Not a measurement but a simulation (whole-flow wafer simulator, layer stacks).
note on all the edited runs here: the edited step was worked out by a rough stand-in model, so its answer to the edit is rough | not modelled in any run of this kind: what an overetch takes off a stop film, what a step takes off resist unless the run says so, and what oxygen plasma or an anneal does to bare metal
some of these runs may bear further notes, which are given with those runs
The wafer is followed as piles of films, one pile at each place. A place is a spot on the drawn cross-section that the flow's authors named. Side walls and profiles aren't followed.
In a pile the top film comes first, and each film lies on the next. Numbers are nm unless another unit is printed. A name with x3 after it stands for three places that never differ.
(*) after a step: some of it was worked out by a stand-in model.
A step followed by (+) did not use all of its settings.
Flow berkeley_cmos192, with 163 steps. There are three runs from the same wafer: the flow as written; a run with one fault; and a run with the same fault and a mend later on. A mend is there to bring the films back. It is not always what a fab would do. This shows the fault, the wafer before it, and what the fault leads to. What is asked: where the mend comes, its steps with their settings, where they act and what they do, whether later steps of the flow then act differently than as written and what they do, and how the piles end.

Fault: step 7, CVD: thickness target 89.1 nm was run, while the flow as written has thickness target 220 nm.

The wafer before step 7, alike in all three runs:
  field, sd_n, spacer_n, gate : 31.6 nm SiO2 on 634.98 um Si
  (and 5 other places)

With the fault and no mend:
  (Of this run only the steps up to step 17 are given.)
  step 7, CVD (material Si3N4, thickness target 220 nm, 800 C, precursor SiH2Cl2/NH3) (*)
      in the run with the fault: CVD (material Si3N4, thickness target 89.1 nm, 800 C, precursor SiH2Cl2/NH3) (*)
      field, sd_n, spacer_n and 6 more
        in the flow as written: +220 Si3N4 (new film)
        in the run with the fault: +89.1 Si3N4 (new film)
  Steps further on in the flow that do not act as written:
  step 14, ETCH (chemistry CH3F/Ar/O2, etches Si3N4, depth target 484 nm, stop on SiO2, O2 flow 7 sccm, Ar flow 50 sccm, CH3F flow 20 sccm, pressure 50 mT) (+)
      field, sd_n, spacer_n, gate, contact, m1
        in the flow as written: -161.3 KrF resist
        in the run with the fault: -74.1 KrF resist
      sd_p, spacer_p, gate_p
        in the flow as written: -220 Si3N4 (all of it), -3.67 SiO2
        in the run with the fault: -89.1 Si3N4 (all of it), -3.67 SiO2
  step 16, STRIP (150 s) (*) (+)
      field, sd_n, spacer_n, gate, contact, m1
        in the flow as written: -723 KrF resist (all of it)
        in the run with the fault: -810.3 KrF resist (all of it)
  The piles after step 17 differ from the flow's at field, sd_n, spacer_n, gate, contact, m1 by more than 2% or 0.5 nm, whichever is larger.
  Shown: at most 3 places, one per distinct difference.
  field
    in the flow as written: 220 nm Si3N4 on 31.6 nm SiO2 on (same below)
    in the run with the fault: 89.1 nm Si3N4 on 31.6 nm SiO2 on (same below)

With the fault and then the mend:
  The mend stands after step 7.
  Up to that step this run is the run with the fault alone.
  step 7a, ETCH (chemistry h3po4, depth target 102.5 nm)
      field, sd_n, spacer_n and 6 more
        -89.1 Si3N4 (all of it)
  step 7b, CLEAN (chemistry SC1/SC2) (the flow's step 1 again)
      alters no film at any place that is followed
  step 7c, CVD (material Si3N4, thickness target 220 nm, 800 C, precursor SiH2Cl2/NH3) (*) (the flow's step 7 again)
      field, sd_n, spacer_n and 6 more
        +220 Si3N4 (new film)
  None of the later steps of the flow acts differently than as written at any place that is followed.
  By the end, the piles equal the flow's at every place that both follow.
